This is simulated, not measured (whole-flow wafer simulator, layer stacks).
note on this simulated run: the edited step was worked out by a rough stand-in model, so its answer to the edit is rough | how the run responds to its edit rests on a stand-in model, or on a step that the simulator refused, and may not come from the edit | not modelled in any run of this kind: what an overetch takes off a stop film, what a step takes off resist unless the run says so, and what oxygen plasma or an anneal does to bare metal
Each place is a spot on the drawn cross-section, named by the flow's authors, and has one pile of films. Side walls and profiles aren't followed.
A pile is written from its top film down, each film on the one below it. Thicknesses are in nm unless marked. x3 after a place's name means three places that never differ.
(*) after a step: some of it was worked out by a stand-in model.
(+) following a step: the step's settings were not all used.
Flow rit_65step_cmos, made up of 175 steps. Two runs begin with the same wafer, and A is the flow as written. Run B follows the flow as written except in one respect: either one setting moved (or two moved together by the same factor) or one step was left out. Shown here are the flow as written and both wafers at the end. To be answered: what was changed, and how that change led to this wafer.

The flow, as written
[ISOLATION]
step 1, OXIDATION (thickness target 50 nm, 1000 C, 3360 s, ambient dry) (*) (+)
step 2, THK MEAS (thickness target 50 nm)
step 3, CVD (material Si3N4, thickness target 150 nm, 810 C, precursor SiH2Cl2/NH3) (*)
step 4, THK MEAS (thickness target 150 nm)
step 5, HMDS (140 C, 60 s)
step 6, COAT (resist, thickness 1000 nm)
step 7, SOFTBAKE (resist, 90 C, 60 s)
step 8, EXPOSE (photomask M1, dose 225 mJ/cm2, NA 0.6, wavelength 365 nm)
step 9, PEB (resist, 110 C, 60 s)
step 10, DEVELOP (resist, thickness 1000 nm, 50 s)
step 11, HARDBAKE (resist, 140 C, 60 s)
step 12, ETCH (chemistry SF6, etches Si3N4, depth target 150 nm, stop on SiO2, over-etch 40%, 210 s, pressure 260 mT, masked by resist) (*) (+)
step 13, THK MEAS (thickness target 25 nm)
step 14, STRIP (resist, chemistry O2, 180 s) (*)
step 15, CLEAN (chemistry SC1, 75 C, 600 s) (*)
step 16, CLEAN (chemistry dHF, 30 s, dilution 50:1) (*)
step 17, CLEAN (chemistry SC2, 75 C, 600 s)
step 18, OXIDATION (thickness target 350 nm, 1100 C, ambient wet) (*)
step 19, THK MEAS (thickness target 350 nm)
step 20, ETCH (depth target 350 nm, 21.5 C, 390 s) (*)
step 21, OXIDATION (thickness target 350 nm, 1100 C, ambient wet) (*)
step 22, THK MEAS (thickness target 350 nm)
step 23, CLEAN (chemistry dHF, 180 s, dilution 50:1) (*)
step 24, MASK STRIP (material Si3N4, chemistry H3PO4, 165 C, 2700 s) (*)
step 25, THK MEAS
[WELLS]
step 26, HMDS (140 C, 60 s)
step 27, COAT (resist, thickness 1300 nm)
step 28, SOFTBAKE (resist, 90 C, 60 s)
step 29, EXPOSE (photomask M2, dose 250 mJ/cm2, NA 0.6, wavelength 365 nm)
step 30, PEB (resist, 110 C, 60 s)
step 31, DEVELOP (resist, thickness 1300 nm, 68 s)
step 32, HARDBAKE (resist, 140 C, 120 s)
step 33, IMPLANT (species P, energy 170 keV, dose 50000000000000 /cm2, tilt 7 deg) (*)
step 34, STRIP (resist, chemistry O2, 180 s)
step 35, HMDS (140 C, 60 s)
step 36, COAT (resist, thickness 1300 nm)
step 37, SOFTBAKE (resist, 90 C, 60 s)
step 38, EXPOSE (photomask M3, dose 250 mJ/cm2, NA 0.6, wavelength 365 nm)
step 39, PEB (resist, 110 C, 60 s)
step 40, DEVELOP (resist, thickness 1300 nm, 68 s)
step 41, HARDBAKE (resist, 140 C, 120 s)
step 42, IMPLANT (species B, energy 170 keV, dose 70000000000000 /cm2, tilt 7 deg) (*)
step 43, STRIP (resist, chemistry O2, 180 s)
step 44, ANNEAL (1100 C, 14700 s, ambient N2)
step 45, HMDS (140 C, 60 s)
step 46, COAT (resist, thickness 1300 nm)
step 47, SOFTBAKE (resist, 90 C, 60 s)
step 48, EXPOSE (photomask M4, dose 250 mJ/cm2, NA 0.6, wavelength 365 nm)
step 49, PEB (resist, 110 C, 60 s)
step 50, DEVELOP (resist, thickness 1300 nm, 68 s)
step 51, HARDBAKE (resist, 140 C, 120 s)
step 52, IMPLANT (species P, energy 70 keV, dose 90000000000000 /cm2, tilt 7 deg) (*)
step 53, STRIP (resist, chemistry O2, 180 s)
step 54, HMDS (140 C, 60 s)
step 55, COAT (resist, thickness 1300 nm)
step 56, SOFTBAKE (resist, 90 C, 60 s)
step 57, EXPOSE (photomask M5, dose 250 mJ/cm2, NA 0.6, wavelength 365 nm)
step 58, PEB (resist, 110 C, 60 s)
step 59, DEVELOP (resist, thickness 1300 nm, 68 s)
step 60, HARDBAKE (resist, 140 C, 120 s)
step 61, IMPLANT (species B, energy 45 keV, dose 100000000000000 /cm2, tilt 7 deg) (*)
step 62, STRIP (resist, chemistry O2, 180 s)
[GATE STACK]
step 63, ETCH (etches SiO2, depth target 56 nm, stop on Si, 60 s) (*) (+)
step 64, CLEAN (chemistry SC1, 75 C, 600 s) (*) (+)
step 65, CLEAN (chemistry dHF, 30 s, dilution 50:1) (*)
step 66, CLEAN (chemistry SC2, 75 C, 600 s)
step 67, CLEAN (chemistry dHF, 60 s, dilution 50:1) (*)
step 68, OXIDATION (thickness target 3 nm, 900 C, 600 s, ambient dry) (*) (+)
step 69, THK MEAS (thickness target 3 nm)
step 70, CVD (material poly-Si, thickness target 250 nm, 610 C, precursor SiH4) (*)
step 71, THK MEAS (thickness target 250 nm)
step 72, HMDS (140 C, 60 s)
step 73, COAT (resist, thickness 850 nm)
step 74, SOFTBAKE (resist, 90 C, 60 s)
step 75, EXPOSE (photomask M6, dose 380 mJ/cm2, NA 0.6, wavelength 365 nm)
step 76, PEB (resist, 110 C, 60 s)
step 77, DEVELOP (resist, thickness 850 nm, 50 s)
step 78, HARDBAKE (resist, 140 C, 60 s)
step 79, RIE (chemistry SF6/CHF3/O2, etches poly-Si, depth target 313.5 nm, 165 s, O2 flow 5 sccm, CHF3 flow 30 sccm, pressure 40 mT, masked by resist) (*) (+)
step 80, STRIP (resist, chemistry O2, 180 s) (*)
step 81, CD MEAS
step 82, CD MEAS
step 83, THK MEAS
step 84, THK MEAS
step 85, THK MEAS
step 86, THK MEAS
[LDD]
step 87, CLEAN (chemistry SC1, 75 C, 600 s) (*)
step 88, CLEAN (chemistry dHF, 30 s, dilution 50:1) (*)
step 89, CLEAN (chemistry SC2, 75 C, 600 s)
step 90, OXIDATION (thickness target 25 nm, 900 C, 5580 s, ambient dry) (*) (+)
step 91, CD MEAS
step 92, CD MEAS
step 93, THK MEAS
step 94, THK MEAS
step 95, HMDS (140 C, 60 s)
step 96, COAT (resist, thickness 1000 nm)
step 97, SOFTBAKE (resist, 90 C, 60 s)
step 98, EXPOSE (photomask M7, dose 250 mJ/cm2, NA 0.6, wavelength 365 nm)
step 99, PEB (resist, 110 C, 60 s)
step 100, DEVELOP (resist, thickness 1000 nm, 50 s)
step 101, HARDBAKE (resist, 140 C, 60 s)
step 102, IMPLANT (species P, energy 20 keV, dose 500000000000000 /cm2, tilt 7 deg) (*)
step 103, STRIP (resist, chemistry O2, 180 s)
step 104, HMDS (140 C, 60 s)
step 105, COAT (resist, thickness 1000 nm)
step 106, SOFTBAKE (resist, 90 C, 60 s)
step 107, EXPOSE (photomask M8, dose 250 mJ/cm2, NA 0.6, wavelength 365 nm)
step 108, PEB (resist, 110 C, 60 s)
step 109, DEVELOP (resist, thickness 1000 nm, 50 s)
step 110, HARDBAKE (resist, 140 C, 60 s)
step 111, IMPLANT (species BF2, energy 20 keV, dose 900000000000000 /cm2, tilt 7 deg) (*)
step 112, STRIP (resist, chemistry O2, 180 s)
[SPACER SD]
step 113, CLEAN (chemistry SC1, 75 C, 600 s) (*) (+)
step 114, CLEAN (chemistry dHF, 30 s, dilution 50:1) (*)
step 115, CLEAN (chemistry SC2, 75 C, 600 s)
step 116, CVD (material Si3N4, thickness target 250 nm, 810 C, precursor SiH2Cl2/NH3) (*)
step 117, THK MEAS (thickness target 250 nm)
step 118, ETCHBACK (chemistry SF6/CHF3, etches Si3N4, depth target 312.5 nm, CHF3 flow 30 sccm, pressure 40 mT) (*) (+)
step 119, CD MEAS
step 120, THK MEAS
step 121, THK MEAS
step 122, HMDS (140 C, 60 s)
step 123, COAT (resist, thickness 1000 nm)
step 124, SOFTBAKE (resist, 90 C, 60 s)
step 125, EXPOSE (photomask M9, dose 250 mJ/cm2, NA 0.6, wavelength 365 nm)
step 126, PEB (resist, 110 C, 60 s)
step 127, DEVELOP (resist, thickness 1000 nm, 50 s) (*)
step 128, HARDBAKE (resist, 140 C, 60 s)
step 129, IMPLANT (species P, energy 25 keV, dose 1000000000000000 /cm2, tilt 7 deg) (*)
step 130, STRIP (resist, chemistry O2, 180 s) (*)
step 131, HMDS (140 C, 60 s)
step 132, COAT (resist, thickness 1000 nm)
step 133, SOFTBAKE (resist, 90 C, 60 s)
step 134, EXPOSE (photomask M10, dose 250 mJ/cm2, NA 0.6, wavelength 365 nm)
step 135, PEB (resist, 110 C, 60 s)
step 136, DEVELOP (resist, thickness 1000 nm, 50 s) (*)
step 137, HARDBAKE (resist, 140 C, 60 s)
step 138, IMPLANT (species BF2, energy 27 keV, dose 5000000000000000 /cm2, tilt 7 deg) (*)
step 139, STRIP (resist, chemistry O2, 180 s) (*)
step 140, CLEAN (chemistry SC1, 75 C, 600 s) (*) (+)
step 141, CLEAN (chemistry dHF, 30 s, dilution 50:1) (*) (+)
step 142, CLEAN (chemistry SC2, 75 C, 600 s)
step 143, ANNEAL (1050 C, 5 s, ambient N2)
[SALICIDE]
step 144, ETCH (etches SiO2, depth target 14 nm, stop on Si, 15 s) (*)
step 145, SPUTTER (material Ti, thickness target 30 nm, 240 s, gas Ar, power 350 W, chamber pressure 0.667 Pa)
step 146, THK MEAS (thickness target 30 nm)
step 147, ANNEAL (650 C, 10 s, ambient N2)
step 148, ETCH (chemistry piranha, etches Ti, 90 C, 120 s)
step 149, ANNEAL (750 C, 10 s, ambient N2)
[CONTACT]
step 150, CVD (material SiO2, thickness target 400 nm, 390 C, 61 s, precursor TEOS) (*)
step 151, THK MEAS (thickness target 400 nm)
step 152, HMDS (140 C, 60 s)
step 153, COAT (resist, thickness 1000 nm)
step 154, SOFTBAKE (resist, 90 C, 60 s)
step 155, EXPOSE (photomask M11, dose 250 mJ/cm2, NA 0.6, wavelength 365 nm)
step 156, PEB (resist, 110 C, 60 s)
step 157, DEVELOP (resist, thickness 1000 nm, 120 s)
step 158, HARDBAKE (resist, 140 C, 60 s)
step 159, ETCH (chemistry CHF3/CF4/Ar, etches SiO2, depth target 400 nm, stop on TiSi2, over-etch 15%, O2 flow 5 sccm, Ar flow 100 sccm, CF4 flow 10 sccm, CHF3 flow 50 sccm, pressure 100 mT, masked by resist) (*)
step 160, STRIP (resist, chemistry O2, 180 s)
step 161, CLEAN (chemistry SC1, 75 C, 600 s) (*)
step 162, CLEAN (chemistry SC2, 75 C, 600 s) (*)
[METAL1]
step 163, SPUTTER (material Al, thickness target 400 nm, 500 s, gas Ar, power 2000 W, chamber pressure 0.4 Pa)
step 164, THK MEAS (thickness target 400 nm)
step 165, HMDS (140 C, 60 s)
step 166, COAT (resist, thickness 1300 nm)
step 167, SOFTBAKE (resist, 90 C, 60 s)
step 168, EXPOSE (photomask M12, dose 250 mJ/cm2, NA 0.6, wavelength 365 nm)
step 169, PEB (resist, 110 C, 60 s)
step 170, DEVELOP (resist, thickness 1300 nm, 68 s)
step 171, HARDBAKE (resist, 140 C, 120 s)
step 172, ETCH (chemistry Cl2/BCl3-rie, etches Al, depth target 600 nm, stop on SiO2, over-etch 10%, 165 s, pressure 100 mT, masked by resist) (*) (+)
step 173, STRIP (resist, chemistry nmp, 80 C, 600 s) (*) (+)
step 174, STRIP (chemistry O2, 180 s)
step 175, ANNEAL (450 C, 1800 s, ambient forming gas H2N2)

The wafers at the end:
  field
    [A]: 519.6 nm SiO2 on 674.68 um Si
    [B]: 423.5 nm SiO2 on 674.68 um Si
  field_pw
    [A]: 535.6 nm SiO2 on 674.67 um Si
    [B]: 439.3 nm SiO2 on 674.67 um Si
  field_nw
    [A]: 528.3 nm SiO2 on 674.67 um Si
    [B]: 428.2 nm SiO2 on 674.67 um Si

The reason: step 118, ETCHBACK: depth target 437.5 nm was run, though the flow has depth target 312.5 nm.

Step by step, how the change led to this:
  step 118, ETCHBACK (chemistry SF6/CHF3, etches Si3N4, depth target 312.5 nm, CHF3 flow 30 sccm, pressure 40 mT) (*) (+)
      field, field_pw, field_nw, field_p: A -250 Si3N4 (all of it), -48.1 SiO2 | B -250 Si3N4 (all of it), -144.2 SiO2
      spacer, spacer_p: A -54 Si3N4 | B -179 Si3N4
  step 123, COAT (resist, thickness 1000 nm)
      field: A +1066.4 resist (new film) | B +1131.5 resist (new film)
      field_pw: A +1044.8 resist (new film) | B +1091.4 resist (new film)
      (also at 4 further places)
  step 126, PEB (resist, 110 C, 60 s)
      field: A -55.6 resist | B -59.1 resist
      field_pw: A -54.3 resist | B -56.9 resist
      (also at 4 further places)
  step 127, DEVELOP (resist, thickness 1000 nm, 50 s) (*)
      field: A -1010.9 resist (all of it) | B -1072.4 resist (all of it)
      spacer: A -772.3 resist (all of it) | B -863.3 resist (all of it)
  step 128, HARDBAKE (resist, 140 C, 60 s)
      field_pw: A -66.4 resist | B -70 resist
      field_nw: A -67.1 resist | B -70.4 resist
      (also at 2 further places)
  step 130, STRIP (resist, chemistry O2, 180 s) (*)
      field_pw: A -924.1 resist (all of it) | B -964.4 resist (all of it)
      field_nw: A -928.7 resist (all of it) | B -969.4 resist (all of it)
      (also at 2 further places)
  step 132, COAT (resist, thickness 1000 nm)
      field: A +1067 resist (new film) | B +1132 resist (new film)
      field_pw: A +1045.2 resist (new film) | B +1091.7 resist (new film)
      (also at 4 further places)
  step 135, PEB (resist, 110 C, 60 s)
      spacer, spacer_p: A -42 resist | B -47.2 resist
      field: A -55.6 resist | B -59.1 resist
      (also at 3 further places)
  step 136, DEVELOP (resist, thickness 1000 nm, 50 s) (*)
      field_p: A -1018 resist (all of it) | B -1079.1 resist (all of it)
      spacer_p: A -773.3 resist (all of it) | B -864.5 resist (all of it)
  step 137, HARDBAKE (resist, 140 C, 60 s)
      field: A -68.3 resist | B -72.9 resist
      field_pw: A -66.4 resist | B -70 resist
      (also at 2 further places)
  step 139, STRIP (resist, chemistry O2, 180 s) (*)
      field: A -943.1 resist (all of it) | B -1000 resist (all of it)
      field_pw: A -924.5 resist (all of it) | B -964.7 resist (all of it)
      (also at 2 further places)
  step 153, COAT (resist, thickness 1000 nm)
      field: A +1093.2 resist (new film) | B +1165.6 resist (new film)
      field_pw: A +1057.8 resist (new film) | B +1105.7 resist (new film)
      (also at 4 further places)
  step 156, PEB (resist, 110 C, 60 s)
      spacer, spacer_p: A -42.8 resist | B -47.5 resist
      field: A -57 resist | B -61 resist
      (also at 3 further places)
  step 158, HARDBAKE (resist, 140 C, 60 s)
      field: A -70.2 resist | B -75.3 resist
      field_pw: A -67.6 resist | B -71 resist
      (also at 4 further places)
  step 160, STRIP (resist, chemistry O2, 180 s)
      field: A -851 resist (all of it) | B -914.3 resist (all of it)
      field_pw: A -820.1 resist (all of it) | B -861.9 resist (all of it)
      (also at 4 further places)
  step 166, COAT (resist, thickness 1300 nm)
      field: A +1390 resist (new film) | B +1465.8 resist (new film)
      field_pw: A +1356.8 resist (new film) | B +1409.2 resist (new film)
      (also at 4 further places)
  ... 1 further step ...
  step 170, DEVELOP (resist, thickness 1300 nm, 68 s)
      field: A -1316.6 resist (all of it) | B -1388.2 resist (all of it)
      field_pw: A -1285.5 resist (all of it) | B -1334.8 resist (all of it)
      (also at 4 further places)
